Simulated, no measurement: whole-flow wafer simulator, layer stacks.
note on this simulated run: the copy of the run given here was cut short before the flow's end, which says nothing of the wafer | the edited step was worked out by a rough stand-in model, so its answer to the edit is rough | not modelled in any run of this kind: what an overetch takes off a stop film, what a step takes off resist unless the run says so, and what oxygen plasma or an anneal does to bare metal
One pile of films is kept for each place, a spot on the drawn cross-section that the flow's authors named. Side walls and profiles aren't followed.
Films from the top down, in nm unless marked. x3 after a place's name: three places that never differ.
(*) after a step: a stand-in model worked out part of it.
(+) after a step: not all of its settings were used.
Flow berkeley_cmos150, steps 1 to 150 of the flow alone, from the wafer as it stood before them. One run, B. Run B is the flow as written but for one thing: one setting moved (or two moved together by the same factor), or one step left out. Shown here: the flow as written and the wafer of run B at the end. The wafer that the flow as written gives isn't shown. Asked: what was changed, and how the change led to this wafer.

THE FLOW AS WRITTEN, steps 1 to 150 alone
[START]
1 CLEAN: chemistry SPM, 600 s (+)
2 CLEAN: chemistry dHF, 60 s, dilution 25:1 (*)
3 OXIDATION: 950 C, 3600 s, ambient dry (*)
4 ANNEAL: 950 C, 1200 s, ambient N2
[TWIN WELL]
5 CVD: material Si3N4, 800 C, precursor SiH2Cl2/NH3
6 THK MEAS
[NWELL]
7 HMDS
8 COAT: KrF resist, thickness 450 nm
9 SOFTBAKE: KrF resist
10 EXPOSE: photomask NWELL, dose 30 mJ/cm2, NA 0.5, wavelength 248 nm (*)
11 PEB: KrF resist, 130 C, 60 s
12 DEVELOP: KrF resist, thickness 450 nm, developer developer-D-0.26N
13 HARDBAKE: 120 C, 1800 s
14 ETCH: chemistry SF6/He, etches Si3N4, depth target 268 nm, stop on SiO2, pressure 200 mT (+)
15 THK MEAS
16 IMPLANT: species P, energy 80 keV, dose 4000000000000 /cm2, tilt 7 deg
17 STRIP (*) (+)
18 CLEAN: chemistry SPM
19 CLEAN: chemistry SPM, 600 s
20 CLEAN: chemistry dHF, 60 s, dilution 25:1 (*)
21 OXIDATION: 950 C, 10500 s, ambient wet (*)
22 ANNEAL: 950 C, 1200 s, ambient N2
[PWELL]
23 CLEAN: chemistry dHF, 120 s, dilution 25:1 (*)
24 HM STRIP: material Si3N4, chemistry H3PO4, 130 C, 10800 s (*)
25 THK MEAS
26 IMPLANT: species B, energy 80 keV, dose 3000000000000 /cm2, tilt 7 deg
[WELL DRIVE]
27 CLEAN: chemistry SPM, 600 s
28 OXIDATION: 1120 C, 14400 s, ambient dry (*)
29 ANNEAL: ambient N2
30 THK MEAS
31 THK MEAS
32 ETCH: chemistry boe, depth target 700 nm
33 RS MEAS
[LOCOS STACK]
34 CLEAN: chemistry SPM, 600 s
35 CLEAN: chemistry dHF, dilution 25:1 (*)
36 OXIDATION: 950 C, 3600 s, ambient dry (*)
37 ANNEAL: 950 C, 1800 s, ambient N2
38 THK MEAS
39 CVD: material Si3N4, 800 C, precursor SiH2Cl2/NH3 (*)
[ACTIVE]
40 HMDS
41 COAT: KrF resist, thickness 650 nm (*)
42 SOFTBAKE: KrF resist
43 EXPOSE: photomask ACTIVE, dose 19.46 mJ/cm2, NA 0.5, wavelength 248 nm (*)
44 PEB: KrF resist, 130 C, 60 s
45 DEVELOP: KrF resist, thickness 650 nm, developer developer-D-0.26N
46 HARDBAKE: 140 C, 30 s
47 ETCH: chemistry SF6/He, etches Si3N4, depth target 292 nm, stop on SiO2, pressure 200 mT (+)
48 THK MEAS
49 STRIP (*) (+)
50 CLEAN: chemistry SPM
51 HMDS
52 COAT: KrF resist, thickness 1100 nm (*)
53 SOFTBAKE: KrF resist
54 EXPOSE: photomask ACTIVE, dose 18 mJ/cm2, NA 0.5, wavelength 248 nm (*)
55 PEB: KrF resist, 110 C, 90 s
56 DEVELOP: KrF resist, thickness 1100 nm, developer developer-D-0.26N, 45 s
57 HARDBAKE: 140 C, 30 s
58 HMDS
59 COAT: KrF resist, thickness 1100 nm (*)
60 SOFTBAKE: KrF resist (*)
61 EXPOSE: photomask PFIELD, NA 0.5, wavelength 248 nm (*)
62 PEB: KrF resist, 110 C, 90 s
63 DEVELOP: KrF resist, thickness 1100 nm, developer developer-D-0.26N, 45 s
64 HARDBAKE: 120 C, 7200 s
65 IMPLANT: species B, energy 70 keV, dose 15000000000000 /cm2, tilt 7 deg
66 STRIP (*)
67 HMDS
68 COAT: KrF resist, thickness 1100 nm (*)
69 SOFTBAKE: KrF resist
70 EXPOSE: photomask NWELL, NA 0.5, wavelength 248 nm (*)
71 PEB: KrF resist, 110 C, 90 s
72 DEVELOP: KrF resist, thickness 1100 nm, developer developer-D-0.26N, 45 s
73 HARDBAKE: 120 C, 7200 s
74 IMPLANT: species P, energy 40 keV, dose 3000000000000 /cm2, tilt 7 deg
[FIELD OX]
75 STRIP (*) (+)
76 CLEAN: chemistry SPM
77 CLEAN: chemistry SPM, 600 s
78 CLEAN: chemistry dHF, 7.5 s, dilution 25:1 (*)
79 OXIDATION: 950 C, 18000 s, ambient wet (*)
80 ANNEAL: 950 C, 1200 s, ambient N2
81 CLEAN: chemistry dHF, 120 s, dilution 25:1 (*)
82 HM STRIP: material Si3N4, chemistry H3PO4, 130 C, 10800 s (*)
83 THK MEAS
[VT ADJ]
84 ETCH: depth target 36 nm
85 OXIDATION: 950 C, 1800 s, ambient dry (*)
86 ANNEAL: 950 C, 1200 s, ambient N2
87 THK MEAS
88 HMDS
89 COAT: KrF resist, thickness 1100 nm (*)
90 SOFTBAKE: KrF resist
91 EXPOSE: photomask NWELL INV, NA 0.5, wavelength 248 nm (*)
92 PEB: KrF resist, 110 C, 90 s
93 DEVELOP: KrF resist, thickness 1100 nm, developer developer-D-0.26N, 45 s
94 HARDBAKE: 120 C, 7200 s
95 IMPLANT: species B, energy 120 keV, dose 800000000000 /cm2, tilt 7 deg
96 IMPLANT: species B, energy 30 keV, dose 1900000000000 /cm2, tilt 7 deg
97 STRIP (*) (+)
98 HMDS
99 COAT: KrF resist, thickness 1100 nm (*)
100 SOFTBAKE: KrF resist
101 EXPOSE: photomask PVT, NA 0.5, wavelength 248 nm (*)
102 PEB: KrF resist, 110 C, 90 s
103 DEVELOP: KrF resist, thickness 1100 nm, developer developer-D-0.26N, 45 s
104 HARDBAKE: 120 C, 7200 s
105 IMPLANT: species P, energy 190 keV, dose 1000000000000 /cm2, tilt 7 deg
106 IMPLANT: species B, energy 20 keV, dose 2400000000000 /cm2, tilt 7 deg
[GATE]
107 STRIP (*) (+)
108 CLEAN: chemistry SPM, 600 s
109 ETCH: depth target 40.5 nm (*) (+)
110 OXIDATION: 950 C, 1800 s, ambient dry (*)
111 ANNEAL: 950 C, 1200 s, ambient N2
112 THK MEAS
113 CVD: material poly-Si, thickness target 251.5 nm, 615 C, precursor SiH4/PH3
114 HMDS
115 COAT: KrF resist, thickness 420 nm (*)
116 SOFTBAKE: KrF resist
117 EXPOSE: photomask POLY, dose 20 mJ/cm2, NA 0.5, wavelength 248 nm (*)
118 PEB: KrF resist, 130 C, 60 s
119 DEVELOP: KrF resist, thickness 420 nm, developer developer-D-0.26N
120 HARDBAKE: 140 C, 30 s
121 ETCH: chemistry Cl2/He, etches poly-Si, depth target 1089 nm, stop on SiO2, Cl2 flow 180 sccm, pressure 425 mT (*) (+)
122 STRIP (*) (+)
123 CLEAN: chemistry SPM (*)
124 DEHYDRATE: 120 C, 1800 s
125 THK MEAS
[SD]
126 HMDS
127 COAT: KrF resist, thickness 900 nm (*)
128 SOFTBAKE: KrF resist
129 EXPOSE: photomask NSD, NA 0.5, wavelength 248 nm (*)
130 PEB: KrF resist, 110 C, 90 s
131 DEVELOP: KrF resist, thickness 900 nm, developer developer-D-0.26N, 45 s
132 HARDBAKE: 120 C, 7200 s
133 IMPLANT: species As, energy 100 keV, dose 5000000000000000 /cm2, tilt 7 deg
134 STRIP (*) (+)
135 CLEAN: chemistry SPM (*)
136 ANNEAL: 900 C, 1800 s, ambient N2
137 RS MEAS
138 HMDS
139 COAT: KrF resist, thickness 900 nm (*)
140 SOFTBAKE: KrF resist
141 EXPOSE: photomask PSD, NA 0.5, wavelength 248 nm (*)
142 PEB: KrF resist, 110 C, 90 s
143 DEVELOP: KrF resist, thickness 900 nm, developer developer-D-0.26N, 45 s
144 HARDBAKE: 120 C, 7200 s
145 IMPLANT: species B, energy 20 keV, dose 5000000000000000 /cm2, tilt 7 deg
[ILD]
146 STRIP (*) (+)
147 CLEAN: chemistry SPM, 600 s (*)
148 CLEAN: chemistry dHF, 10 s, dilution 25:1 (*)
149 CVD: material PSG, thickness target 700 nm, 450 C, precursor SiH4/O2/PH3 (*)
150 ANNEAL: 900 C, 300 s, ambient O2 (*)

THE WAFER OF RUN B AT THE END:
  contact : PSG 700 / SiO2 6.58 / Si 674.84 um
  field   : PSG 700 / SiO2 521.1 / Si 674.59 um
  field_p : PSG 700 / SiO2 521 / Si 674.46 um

The cause: step 110, OXIDATION: 720 s was run, where the flow has 1800 s.

How the change led to this, step by step:
  110 OXIDATION: 950 C, 1800 s, ambient dry (*)
      sd_n, gate_n, sd_p, gate_p, contact, m1: SiO2 +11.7 (new film), Si -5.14 (as written it would be: SiO2 +20.4 (new film), Si -8.98)
      field, field_p: SiO2 +1, Si -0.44 (as written it would be: SiO2 +2.49, Si -1.09)
